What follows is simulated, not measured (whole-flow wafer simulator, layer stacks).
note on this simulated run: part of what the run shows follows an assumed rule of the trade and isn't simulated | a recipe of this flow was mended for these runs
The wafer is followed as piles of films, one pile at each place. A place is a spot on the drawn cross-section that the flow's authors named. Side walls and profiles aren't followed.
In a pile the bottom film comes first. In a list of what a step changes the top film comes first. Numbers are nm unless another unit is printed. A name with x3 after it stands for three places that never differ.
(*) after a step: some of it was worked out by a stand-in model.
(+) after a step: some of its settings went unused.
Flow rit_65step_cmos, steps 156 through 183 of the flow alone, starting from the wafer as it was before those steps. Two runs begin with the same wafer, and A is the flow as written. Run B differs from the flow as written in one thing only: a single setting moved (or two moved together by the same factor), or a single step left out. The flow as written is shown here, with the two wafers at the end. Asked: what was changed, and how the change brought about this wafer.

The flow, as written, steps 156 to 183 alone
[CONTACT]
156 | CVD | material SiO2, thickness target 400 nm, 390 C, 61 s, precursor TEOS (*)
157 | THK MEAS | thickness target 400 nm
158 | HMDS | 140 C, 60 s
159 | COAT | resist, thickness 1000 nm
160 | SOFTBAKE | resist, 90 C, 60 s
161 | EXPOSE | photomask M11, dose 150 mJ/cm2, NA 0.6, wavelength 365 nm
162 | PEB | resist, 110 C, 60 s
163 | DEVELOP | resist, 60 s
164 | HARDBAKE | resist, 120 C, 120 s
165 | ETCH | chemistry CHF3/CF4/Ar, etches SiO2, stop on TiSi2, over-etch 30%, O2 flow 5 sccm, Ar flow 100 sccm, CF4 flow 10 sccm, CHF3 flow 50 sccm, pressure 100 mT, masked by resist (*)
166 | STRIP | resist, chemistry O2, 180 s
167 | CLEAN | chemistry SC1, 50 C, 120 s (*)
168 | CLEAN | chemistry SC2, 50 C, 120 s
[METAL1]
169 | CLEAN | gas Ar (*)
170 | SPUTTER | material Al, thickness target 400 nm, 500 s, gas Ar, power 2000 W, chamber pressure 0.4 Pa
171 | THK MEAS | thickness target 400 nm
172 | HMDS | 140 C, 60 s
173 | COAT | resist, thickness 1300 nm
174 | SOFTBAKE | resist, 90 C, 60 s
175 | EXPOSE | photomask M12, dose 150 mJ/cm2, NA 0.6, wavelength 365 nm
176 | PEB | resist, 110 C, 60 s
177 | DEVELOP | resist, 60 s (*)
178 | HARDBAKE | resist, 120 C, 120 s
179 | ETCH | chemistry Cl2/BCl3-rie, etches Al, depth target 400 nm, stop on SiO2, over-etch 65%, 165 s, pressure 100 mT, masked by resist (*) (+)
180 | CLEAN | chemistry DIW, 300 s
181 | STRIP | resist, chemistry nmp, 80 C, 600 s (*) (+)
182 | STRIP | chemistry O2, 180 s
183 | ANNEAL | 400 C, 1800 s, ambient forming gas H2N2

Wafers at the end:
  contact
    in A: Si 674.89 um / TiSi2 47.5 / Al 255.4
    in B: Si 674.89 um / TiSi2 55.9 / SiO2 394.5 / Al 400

What caused this: step 165, ETCH: chemistry CHF3/CF4/Ar, etches SiO2, stop on TiSi2, over-etch 30%, O2 flow 5 sccm, Ar flow 100 sccm, CF4 flow 10 sccm, CHF3 flow 50 sccm, pressure 100 mT, masked by resist (*), was skipped.

The path from the change to this, step by step:
  166 | STRIP | resist, chemistry O2, 180 s
      active_n, active_p: A resist loses 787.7 (all of it) | B resist loses 917.7 (all of it)
      field: A resist loses 847 (all of it) | B resist loses 977 (all of it)
      (also at 10 further places)
  169 | CLEAN | gas Ar (*)
      contact: A TiSi2 loses 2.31 | B SiO2 loses 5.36
  170 | SPUTTER | material Al, thickness target 400 nm, 500 s, gas Ar, power 2000 W, chamber pressure 0.4 Pa
      contact: A Al gains 255.4 (new film) | B Al gains 400 (new film)
  173 | COAT | resist, thickness 1300 nm
      contact: A resist gains 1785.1 (new film) | B resist gains 1302.4 (new film)
      m1: A resist gains 1256.4 (new film) | B resist gains 1301.6 (new film)
  176 | PEB | resist, 110 C, 60 s
      contact: A resist loses 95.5 | B resist loses 68.5
      m1: A resist loses 66.1 | B resist loses 68.5
  178 | HARDBAKE | resist, 120 C, 120 s
      contact: A resist loses 62.1 | B resist loses 43.7
      m1: A resist loses 42.1 | B resist loses 43.6
  181 | STRIP | resist, chemistry nmp, 80 C, 600 s (*) (+)
      contact: A resist loses 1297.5 (all of it) | B resist loses 860.3 (all of it)
      m1: A resist loses 818.2 (all of it) | B resist loses 859.5 (all of it)
